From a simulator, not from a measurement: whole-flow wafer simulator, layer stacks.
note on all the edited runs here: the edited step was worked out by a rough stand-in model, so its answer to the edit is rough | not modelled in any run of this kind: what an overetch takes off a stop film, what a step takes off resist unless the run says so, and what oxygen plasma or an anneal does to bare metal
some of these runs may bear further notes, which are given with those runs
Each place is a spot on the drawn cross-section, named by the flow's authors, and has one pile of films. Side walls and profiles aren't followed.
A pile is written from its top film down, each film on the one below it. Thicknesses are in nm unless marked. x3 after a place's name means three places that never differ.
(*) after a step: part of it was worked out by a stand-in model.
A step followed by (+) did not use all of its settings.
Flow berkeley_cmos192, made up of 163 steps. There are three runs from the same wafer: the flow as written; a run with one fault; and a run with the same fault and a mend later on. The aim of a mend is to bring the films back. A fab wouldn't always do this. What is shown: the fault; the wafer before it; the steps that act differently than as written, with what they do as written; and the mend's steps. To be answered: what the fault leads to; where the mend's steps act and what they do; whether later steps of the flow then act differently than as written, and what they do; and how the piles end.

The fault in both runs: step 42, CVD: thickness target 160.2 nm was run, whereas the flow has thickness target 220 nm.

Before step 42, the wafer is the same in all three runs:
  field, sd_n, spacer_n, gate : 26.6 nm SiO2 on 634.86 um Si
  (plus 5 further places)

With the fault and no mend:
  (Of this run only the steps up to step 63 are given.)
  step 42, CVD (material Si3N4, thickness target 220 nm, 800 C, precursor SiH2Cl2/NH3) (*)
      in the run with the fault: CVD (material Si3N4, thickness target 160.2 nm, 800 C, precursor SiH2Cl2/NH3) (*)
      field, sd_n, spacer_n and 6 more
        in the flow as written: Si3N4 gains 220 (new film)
        in the run with the fault: Si3N4 gains 160.2 (new film)
  Steps further on in the flow that do not act as written (2 other steps are not shown; they differ only slightly, by no more than 2% or 0.5 nm, whichever is larger):
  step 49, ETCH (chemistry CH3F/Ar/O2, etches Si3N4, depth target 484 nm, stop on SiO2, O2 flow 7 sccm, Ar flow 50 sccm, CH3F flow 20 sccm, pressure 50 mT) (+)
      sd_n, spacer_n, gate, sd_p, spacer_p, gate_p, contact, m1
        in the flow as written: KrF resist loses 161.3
        in the run with the fault: KrF resist loses 121.5
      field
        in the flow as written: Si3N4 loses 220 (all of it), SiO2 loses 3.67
        in the run with the fault: Si3N4 loses 160.2 (all of it), SiO2 loses 3.67
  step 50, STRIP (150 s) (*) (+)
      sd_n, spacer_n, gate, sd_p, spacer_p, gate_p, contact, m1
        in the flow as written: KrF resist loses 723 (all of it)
        in the run with the fault: KrF resist loses 762.9 (all of it)
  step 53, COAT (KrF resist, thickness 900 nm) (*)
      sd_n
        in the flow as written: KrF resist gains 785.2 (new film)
        in the run with the fault: KrF resist gains 815.6 (new film)
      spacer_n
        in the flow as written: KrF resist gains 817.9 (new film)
        in the run with the fault: KrF resist gains 839.1 (new film)
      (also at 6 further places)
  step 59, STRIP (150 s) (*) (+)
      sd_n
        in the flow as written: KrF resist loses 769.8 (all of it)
        in the run with the fault: KrF resist loses 800.2 (all of it)
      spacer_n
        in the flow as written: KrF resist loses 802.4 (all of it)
        in the run with the fault: KrF resist loses 823.6 (all of it)
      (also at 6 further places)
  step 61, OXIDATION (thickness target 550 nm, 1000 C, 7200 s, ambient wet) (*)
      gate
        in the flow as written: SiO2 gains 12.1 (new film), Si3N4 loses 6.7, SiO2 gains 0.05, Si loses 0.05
        in the run with the fault: SiO2 gains 12.1 (new film), Si3N4 loses 6.7
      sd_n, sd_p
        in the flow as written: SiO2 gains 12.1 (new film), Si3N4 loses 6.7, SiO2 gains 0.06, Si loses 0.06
        in the run with the fault: SiO2 gains 12.1 (new film), Si3N4 loses 6.7, SiO2 gains 1.11, Si loses 0.49
  Once step 63 is done, the piles at sd_n, spacer_n, gate, sd_p, spacer_p, gate_p, contact, m1 depart from the flow's by more than 2% or 0.5 nm, whichever is larger.
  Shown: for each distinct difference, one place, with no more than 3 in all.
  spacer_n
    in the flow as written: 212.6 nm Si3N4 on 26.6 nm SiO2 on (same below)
    in the run with the fault: 152.8 nm Si3N4 on 26.6 nm SiO2 on (same below)
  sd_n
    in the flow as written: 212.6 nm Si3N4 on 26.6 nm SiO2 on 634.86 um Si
    in the run with the fault: 152.8 nm Si3N4 on 27.7 nm SiO2 on 634.86 um Si
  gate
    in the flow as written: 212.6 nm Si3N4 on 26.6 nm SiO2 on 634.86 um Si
    in the run with the fault: 152.8 nm Si3N4 on 26.6 nm SiO2 on 634.86 um Si

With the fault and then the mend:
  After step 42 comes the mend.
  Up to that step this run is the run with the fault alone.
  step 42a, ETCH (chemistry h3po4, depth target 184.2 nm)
      field, sd_n, spacer_n and 6 more
        Si3N4 loses 160.2 (all of it)
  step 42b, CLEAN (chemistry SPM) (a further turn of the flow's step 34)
      does not change any film at any place that is followed
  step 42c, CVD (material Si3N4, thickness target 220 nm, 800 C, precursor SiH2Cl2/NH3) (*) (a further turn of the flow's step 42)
      field, sd_n, spacer_n and 6 more
        Si3N4 gains 220 (new film)
  None of the later steps of the flow acts differently than as written at any place that is followed.
  At every place that both follow, the piles at the end match the flow's.
